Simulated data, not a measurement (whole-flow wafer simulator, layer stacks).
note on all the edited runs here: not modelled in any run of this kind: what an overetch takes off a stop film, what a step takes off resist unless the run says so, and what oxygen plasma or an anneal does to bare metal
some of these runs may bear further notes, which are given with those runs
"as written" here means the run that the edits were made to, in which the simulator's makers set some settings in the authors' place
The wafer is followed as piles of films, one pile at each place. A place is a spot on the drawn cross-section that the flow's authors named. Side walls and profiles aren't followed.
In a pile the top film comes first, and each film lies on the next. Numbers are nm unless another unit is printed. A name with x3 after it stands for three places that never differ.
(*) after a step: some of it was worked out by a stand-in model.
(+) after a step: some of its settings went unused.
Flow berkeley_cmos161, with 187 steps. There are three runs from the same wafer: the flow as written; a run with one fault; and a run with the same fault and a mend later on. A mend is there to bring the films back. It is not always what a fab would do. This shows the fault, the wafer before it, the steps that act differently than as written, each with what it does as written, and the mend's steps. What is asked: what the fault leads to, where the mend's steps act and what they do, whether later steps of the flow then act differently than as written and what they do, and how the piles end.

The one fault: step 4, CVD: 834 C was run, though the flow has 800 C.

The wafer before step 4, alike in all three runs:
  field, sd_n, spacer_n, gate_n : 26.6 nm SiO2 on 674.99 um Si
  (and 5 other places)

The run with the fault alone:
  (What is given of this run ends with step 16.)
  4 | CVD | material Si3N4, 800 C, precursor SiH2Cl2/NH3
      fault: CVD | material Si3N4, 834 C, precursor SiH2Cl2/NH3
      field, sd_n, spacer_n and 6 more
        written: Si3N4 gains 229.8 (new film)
        fault: Si3N4 gains 305.5 (new film)
  Steps further on in the flow that do not act as written (1 more step, not shown, differs only slightly: by at most 2% or 0.5 nm, whichever is larger):
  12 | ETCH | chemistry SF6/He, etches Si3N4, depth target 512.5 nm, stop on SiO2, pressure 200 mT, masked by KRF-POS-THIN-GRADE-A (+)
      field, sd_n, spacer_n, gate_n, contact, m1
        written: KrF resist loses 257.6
        fault: KrF resist loses 339.9
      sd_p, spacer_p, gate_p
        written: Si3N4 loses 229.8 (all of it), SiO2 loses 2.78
        fault: Si3N4 loses 305.5 (all of it), SiO2 loses 2.78
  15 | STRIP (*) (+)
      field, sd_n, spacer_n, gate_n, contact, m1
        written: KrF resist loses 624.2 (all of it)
        fault: KrF resist loses 542 (all of it)
  After step 16, at field, sd_n, spacer_n, gate_n, contact, m1, the piles differ from the flow's by more than 2% or 0.5 nm, whichever is larger.
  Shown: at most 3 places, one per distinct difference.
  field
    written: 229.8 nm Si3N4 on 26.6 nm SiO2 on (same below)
    fault: 305.5 nm Si3N4 on 26.6 nm SiO2 on (same below)

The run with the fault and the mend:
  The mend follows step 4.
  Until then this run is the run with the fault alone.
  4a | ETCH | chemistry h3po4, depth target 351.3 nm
      field, sd_n, spacer_n and 6 more
        Si3N4 loses 305.5 (all of it)
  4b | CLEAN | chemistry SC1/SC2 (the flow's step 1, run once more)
      does not change any film at any place that is followed
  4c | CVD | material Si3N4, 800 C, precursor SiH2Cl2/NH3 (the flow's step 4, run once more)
      field, sd_n, spacer_n and 6 more
        Si3N4 gains 229.8 (new film)
  None of the later steps of the flow acts differently than as written at any place that is followed.
  By the end, the piles equal the flow's at every place that both follow.
